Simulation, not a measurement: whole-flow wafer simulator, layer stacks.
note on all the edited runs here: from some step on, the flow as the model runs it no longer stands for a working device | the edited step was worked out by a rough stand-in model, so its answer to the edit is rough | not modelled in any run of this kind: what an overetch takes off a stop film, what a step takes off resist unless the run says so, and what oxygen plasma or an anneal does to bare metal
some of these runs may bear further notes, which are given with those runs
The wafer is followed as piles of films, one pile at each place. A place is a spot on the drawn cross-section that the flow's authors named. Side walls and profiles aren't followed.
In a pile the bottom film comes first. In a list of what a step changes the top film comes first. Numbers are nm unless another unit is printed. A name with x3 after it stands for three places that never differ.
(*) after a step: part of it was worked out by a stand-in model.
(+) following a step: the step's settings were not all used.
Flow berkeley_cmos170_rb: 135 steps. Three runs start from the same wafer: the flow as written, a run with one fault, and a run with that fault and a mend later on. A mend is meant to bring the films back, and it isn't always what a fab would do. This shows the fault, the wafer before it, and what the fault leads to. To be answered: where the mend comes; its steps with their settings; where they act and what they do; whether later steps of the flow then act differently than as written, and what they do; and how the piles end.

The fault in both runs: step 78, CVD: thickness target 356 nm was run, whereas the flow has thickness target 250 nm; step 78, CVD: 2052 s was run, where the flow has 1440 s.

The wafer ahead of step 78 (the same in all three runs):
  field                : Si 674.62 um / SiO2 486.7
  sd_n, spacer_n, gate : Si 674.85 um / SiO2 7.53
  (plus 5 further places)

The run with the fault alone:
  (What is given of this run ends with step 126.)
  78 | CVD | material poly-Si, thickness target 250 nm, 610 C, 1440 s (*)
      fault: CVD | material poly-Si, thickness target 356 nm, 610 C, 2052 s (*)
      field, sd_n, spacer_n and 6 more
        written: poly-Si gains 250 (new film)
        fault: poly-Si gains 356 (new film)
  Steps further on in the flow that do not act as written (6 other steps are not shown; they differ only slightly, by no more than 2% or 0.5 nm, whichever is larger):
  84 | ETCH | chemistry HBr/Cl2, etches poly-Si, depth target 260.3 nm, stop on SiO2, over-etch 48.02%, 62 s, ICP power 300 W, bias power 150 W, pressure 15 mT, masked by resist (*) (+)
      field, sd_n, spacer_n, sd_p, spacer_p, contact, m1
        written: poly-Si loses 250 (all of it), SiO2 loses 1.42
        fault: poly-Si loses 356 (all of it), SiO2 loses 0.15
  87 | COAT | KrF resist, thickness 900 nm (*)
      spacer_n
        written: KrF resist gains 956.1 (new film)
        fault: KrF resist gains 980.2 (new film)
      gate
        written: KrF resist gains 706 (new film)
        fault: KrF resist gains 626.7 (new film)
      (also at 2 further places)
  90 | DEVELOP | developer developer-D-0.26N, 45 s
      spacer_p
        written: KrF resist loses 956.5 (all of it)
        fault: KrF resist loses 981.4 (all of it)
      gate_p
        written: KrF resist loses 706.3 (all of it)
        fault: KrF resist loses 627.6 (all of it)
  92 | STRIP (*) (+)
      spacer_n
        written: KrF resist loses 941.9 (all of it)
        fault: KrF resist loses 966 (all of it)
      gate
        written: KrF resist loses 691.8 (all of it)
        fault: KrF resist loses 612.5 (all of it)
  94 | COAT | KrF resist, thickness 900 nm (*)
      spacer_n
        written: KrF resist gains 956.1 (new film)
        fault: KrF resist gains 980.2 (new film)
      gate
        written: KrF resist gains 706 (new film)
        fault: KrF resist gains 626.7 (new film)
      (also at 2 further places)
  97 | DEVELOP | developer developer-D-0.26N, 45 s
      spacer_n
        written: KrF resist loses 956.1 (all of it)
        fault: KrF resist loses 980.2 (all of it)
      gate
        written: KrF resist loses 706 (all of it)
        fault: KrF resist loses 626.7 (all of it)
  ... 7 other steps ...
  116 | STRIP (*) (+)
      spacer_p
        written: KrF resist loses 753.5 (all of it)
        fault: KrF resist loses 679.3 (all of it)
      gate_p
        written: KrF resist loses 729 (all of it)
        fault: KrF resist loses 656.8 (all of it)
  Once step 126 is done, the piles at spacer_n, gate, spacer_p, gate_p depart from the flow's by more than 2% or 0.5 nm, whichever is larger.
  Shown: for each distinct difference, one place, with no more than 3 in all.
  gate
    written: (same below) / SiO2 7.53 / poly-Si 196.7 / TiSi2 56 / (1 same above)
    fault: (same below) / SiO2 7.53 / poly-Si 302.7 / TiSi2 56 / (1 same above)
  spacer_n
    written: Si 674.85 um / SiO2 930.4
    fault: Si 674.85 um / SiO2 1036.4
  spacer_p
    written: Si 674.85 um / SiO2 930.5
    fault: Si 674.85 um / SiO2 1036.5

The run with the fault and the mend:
  After step 78 comes the mend.
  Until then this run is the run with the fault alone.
  78a | ETCH | chemistry tmah, depth target 106 nm
      field, sd_n, spacer_n and 6 more
        poly-Si loses 106
  Later steps of the flow that are run all act as written at every place that is followed.
  The piles end the same as the flow's at every place that both follow.
